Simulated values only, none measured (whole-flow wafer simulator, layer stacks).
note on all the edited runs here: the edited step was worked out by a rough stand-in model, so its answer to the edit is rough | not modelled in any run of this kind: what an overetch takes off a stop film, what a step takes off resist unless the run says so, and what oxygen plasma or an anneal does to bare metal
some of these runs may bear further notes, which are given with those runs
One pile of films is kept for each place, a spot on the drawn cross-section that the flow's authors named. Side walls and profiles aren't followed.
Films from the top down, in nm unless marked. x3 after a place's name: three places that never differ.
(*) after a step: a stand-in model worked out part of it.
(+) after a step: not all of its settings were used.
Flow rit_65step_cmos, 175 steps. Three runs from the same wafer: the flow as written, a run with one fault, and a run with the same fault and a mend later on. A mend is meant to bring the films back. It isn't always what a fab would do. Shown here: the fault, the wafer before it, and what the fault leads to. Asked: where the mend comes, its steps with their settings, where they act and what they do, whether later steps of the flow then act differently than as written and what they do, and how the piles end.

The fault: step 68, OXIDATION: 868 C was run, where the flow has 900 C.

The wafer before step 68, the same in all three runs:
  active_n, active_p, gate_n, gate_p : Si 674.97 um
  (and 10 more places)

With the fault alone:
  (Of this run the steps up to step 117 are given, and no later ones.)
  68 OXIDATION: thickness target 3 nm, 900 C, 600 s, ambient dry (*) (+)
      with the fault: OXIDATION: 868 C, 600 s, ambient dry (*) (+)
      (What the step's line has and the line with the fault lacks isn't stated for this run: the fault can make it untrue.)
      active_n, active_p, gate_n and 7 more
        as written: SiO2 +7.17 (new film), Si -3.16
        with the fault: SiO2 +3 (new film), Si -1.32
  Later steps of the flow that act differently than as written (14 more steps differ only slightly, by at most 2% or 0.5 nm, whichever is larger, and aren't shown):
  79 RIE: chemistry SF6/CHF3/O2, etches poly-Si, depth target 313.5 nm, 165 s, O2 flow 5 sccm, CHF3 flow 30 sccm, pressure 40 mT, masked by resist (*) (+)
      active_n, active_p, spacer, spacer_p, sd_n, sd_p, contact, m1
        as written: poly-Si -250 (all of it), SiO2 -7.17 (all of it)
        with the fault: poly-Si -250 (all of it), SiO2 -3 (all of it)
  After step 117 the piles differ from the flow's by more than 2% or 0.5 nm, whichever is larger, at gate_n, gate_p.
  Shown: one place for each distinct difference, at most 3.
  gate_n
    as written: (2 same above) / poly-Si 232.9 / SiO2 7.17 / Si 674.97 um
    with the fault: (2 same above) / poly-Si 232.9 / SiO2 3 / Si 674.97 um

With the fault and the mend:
  The mend comes after step 69.
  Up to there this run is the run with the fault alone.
  69a OXIDATION: 900 C, 488.4 s, ambient dry (*) (+) (the flow's step 68 once more, with other settings)
      active_n, active_p, gate_n and 7 more
        SiO2 +4, Si -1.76
  No later step of the flow acts differently than as written, at any place that is followed, by more than 2% or 0.5 nm, whichever is larger.
  At the end the piles differ from the flow's only slightly at the places that both follow, by at most 2% or 0.5 nm, whichever is larger.
